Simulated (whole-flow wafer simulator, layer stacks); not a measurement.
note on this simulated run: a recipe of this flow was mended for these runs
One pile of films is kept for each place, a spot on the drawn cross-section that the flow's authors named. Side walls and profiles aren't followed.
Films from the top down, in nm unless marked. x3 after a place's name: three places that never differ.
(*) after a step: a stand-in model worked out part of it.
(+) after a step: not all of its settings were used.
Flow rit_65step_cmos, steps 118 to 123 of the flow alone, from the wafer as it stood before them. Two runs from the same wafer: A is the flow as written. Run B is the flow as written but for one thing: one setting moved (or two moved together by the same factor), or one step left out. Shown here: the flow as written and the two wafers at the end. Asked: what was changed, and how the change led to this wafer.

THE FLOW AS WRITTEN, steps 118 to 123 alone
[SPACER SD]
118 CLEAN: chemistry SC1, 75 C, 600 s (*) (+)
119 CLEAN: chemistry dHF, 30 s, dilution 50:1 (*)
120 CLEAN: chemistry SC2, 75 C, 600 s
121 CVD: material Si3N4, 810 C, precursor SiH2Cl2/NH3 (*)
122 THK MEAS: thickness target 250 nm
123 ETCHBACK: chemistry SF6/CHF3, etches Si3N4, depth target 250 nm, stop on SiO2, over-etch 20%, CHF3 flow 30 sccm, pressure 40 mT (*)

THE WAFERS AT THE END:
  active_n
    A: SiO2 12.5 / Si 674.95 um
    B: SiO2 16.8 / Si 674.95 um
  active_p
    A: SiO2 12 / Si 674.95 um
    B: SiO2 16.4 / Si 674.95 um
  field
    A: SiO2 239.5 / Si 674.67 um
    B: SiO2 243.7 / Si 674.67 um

The cause: step 119, CLEAN: 18 s was run, where the flow has 30 s.

How the change led to this, step by step:
  119 CLEAN: chemistry dHF, 30 s, dilution 50:1 (*)
      field, active_n, gate_n, spacer, sd_n x3: A SiO2 -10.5 | B SiO2 -6.29
      field_p, active_p, gate_p, spacer_p, sd_p: A SiO2 -11.1 | B SiO2 -6.66
      (and at 2 more places)
